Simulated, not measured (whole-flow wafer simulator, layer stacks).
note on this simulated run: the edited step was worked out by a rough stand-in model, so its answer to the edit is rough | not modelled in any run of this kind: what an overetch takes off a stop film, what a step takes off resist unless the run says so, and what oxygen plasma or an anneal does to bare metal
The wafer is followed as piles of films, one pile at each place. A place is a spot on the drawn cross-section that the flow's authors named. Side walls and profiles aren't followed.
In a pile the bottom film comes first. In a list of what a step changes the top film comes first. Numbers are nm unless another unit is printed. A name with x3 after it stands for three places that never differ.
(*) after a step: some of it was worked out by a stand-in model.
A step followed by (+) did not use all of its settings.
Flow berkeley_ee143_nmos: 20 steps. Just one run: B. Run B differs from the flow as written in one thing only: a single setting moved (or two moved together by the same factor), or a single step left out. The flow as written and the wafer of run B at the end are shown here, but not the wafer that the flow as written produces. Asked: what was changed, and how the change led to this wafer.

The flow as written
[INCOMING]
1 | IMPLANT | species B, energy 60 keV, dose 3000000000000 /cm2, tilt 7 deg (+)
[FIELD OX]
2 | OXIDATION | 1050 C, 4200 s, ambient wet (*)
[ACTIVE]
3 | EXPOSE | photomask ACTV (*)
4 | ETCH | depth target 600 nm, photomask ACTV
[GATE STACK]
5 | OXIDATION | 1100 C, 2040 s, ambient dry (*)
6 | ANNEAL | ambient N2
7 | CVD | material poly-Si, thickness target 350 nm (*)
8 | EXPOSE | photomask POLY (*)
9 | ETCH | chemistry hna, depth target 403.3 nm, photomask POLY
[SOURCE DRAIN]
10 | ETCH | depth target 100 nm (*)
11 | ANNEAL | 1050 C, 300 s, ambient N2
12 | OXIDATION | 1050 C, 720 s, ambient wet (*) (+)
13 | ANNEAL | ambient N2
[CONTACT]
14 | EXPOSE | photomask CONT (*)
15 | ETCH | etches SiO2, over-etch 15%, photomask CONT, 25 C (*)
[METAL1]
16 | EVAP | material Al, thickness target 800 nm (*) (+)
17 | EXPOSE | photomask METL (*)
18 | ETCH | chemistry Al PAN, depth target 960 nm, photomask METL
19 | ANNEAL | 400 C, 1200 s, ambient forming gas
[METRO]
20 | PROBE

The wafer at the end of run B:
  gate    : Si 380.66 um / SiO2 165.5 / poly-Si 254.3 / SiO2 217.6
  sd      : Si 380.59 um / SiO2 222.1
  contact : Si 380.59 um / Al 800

What caused this: step 2, OXIDATION: 6510 s was run, though the flow has 4200 s.

How this came from the change, step by step:
  2 | OXIDATION | 1050 C, 4200 s, ambient wet (*)
      gate, sd, contact, field: +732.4 SiO2 (new film), -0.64 chemical SiO2 (all of it), -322 Si (it would be, as written: +566.4 SiO2 (new film), -0.64 chemical SiO2 (all of it), -248.9 Si)
  4 | ETCH | depth target 600 nm, photomask ACTV
      gate, sd, contact: -600 SiO2 (it would be, as written: -566.4 SiO2 (all of it))
  5 | OXIDATION | 1100 C, 2040 s, ambient dry (*)
      gate, sd, contact: +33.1 SiO2, -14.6 Si (it would be, as written: +79.7 SiO2 (new film), -35.1 Si)
      field: +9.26 SiO2, -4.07 Si (it would be, as written: +11.6 SiO2, -5.1 Si)
  10 | ETCH | depth target 100 nm (*)
      sd, contact: -100 SiO2 (it would be, as written: -79.7 SiO2 (all of it))
  12 | OXIDATION | 1050 C, 720 s, ambient wet (*) (+)
      sd, contact: +156.5 SiO2, -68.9 Si (it would be, as written: +189.4 SiO2 (new film), -83.4 Si)
      field: +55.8 SiO2, -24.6 Si (it would be, as written: +69.1 SiO2, -30.4 Si)
  15 | ETCH | etches SiO2, over-etch 15%, photomask CONT, 25 C (*)
      contact: -222.1 SiO2 (all of it) (it would be, as written: -189.4 SiO2 (all of it))
